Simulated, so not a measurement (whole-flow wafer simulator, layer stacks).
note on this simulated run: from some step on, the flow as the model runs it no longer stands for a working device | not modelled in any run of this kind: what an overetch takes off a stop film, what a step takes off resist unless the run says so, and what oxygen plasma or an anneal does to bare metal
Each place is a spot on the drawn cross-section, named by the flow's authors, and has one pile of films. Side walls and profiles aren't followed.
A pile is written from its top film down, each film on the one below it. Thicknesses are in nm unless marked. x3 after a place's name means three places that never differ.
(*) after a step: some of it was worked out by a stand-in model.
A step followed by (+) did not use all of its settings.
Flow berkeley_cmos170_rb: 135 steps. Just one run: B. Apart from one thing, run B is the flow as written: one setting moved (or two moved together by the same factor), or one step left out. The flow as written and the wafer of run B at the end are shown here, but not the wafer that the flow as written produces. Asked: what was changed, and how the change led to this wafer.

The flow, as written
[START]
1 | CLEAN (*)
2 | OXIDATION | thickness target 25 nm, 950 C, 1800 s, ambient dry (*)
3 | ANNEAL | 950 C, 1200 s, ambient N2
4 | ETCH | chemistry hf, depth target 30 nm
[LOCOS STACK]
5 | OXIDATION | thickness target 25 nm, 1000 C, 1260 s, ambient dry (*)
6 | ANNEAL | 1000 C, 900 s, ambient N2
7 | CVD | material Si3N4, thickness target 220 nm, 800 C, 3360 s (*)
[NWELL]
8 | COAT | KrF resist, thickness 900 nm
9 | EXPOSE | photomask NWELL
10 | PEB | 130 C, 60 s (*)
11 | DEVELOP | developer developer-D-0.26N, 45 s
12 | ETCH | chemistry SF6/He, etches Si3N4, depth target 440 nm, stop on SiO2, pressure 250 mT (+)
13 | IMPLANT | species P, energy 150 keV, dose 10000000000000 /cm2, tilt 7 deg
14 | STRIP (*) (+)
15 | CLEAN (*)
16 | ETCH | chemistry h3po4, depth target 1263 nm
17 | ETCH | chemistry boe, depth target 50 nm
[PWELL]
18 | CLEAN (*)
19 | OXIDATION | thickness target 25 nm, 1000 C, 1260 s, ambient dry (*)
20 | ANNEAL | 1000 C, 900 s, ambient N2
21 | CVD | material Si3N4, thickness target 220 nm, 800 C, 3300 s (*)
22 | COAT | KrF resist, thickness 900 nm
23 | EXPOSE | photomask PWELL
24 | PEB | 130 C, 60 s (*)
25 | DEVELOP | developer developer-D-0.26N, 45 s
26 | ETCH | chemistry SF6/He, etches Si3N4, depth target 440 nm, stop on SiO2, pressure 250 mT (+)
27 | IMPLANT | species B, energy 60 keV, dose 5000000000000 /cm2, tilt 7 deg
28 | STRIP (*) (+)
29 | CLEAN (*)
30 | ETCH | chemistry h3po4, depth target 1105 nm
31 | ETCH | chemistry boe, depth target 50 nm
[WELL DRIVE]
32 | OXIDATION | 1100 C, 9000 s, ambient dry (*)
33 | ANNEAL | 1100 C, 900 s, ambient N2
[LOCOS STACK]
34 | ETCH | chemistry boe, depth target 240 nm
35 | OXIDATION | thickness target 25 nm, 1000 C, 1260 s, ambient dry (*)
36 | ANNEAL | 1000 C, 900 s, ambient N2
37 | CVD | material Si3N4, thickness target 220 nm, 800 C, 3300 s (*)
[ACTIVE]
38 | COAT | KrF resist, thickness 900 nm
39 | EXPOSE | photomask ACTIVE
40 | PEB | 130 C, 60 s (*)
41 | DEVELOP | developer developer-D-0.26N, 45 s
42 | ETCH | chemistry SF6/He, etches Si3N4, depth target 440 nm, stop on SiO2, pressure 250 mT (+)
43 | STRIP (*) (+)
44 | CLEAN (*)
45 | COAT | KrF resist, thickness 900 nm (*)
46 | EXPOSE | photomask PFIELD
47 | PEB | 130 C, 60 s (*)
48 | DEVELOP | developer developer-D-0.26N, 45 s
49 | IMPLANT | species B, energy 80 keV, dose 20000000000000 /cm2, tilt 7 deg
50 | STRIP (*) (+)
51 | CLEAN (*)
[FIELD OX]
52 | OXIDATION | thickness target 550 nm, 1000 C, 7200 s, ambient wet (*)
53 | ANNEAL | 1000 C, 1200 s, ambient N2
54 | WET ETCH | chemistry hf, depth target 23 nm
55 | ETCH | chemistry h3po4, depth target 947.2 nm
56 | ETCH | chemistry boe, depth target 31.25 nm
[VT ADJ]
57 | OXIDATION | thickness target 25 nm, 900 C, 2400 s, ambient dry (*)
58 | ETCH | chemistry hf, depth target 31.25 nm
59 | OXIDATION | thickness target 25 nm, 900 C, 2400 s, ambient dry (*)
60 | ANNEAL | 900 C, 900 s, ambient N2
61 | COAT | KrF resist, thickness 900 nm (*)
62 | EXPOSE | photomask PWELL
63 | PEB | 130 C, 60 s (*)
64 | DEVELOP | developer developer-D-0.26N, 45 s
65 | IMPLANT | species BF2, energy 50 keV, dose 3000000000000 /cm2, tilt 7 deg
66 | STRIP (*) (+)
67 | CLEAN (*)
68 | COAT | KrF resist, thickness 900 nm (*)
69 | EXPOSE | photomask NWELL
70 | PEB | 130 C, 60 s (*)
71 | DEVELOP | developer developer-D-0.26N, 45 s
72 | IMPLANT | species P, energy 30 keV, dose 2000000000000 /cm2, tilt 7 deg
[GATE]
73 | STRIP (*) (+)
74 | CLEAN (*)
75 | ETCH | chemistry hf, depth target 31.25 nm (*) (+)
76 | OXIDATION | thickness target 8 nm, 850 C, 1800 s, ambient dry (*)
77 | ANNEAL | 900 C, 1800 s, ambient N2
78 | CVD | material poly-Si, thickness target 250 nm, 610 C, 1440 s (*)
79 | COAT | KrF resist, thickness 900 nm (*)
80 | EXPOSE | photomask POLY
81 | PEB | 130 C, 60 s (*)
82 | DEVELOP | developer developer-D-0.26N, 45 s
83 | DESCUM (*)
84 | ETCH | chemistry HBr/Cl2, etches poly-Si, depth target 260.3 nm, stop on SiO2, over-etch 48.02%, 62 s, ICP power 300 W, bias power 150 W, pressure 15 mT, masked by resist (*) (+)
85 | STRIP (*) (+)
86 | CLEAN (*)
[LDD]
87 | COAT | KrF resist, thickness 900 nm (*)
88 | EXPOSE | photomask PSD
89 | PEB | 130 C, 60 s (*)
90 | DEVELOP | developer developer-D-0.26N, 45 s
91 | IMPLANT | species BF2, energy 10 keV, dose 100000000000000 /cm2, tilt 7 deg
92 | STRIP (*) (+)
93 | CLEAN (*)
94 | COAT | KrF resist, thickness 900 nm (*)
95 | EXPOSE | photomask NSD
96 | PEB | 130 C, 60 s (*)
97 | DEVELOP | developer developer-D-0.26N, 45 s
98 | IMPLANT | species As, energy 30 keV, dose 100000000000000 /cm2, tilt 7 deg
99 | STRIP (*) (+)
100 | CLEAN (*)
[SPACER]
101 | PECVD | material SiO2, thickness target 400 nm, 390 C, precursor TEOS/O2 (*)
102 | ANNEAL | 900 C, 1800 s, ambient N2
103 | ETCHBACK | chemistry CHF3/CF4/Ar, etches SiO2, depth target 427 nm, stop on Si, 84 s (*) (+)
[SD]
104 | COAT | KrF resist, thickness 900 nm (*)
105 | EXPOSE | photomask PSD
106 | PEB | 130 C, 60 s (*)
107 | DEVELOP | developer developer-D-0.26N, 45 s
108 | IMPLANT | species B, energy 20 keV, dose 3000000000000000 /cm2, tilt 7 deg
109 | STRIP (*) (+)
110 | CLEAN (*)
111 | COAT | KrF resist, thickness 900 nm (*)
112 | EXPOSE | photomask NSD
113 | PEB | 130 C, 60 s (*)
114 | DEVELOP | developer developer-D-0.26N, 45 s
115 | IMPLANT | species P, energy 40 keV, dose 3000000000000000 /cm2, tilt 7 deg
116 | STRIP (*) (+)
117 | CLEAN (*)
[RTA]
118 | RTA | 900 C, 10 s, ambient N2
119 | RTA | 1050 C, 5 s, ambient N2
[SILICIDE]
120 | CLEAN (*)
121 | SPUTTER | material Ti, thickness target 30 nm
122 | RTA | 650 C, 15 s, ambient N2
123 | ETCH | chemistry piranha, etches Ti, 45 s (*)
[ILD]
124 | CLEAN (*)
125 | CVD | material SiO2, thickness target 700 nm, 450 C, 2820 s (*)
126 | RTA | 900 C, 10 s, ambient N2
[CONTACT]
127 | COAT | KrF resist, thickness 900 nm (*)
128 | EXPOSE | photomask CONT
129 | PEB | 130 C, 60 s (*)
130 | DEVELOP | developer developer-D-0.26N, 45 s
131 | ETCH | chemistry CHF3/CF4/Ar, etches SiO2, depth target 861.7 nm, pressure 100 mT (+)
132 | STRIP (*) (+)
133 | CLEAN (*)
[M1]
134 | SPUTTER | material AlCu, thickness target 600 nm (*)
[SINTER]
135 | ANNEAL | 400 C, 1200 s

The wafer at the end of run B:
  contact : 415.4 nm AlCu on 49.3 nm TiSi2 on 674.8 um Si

The reason: step 131, ETCH: depth target 835.8 nm was run, though the flow has depth target 861.7 nm.

Step by step, how the change led to this:
  131 | ETCH | chemistry CHF3/CF4/Ar, etches SiO2, depth target 861.7 nm, pressure 100 mT (+)
      field, sd_n, spacer_n, gate, sd_p, spacer_p, gate_p, m1: KrF resist loses 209 (in the flow as written it would be: KrF resist loses 215.4)
      contact: SiO2 loses 700 (all of it), TiSi2 loses 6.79 (in the flow as written it would be: SiO2 loses 700 (all of it), TiSi2 loses 8.08)
